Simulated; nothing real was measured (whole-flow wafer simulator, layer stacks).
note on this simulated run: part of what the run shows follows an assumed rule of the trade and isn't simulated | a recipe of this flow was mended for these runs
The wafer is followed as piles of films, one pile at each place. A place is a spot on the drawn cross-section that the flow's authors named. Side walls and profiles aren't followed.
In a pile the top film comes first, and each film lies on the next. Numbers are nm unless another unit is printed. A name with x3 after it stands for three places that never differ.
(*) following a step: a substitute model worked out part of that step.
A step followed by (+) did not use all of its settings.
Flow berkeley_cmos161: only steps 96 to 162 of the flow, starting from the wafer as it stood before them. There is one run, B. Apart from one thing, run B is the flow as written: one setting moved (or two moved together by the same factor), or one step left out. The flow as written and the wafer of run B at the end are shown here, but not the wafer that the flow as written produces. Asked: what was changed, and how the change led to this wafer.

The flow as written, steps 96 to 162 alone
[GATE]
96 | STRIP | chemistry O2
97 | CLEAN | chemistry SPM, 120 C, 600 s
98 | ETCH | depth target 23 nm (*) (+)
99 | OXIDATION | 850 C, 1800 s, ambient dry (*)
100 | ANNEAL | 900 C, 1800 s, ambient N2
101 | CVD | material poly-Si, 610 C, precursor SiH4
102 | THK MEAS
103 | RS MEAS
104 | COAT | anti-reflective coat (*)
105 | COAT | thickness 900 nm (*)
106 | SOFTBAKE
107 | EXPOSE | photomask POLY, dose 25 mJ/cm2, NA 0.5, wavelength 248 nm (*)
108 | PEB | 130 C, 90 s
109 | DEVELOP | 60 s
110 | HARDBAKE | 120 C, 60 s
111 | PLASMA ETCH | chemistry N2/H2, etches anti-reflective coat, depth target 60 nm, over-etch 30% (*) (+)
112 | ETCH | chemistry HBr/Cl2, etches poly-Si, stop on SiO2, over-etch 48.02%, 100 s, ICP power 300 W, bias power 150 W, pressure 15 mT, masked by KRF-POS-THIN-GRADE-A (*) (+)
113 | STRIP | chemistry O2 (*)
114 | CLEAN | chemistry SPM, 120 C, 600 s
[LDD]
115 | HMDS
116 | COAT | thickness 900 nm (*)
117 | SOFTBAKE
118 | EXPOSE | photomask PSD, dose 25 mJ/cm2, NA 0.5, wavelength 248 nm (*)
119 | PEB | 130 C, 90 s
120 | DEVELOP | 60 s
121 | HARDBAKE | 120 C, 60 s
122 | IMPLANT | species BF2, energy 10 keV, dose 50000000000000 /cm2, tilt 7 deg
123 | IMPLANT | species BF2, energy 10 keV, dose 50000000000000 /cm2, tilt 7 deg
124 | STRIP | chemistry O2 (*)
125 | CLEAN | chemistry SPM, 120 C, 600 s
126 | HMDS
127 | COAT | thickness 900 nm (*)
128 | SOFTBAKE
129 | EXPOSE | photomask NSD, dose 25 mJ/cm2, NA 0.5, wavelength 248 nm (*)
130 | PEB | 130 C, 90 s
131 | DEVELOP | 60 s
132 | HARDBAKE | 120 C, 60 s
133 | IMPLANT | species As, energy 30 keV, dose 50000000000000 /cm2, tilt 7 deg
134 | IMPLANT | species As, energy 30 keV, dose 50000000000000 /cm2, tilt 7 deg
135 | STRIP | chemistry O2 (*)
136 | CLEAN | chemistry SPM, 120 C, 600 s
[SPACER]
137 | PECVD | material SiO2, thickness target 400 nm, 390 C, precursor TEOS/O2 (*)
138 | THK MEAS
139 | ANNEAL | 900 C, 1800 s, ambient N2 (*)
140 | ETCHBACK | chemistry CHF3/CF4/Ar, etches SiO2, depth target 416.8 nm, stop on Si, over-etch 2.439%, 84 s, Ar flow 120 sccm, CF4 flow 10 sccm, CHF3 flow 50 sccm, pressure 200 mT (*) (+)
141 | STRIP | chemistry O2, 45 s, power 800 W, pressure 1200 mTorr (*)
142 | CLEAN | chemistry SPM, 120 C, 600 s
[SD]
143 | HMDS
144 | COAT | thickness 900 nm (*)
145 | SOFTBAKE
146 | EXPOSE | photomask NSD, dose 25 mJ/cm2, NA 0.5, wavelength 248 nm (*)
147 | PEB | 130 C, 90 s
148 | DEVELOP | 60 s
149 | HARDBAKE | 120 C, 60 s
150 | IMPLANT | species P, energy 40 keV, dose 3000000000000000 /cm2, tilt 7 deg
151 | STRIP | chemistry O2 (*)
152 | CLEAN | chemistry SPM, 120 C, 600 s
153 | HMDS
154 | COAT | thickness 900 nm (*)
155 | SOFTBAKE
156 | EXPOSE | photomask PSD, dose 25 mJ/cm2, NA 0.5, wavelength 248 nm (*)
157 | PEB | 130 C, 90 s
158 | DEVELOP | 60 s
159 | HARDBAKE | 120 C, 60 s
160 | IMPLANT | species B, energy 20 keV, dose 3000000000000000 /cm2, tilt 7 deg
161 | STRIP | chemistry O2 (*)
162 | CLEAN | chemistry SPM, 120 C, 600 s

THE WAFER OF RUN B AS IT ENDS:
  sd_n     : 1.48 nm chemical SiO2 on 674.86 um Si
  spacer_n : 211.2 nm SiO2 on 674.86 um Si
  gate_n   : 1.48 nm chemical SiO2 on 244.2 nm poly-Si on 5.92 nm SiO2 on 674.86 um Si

The reason: step 99, OXIDATION: 827 C was run, whereas the flow has 850 C.

Step by step, how the change led to this:
  99 | OXIDATION | 850 C, 1800 s, ambient dry (*)
      sd_n, spacer_n, gate_n, sd_p, spacer_p, gate_p, contact, m1: +5.92 SiO2 (new film), -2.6 Si (as written it would have been: +7.48 SiO2 (new film), -3.29 Si)
